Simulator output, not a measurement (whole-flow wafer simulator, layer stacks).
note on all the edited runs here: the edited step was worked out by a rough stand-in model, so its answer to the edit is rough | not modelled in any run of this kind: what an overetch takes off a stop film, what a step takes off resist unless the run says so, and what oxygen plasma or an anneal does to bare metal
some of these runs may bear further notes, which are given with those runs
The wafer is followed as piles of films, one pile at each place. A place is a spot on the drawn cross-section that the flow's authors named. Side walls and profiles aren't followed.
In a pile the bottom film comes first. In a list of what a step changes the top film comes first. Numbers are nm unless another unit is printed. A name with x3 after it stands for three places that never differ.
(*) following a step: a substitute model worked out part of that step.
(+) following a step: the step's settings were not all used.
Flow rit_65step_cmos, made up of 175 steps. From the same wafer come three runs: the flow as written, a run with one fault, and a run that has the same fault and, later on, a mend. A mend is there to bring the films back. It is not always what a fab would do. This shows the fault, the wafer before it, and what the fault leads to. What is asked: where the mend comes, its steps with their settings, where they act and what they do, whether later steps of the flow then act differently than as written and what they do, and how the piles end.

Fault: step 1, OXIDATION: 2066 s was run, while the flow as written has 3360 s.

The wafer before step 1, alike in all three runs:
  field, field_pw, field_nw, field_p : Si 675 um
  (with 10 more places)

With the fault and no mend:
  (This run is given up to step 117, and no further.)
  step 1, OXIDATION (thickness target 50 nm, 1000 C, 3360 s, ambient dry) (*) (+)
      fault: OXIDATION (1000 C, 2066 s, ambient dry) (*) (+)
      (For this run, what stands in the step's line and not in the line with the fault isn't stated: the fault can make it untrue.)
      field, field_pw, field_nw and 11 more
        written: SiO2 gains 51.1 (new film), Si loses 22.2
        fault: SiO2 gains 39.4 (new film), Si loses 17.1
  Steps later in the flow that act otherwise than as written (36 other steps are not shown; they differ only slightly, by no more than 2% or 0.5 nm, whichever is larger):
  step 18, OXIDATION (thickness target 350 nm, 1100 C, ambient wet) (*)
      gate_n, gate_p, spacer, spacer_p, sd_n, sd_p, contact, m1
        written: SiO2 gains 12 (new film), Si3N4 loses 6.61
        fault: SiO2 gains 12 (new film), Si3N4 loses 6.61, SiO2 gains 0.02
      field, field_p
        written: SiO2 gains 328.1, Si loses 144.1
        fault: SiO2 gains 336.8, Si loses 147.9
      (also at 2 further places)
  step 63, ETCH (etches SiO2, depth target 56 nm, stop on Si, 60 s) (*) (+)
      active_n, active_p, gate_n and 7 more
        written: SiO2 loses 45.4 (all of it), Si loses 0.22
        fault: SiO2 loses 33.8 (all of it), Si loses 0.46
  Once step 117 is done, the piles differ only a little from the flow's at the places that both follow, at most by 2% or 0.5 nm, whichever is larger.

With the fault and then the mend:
  The mend stands after step 2.
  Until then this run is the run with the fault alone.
  step 2a, ETCH (depth target 46 nm, 21.5 C, 51 s)
      field, field_pw, field_nw and 11 more
        SiO2 loses 39.4 (all of it)
  step 2b, CLEAN (chemistry SC2, 75 C, 600 s)
      field, field_pw, field_nw and 11 more
        chemical SiO2 gains 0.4 (new film), Si loses 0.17
  step 2c, OXIDATION (1000 C, 3360 s, ambient dry) (*) (a further turn of the flow's step 1, with different settings)
      field, field_pw, field_nw and 11 more
        SiO2 gains 51 (new film), chemical SiO2 loses 0.4 (all of it), Si loses 22.3
  Steps later in the flow that act otherwise than as written (17 other steps are not shown; they differ only slightly, by no more than 2% or 0.5 nm, whichever is larger):
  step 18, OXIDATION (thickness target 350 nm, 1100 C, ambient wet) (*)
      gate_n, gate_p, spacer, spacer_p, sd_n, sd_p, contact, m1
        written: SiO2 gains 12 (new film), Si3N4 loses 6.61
        mend: SiO2 gains 12 (new film), Si3N4 loses 6.61, SiO2 gains 0.03
  When the end is reached, the piles differ only a little from the flow's at the places that both follow, at most by 2% or 0.5 nm, whichever is larger.
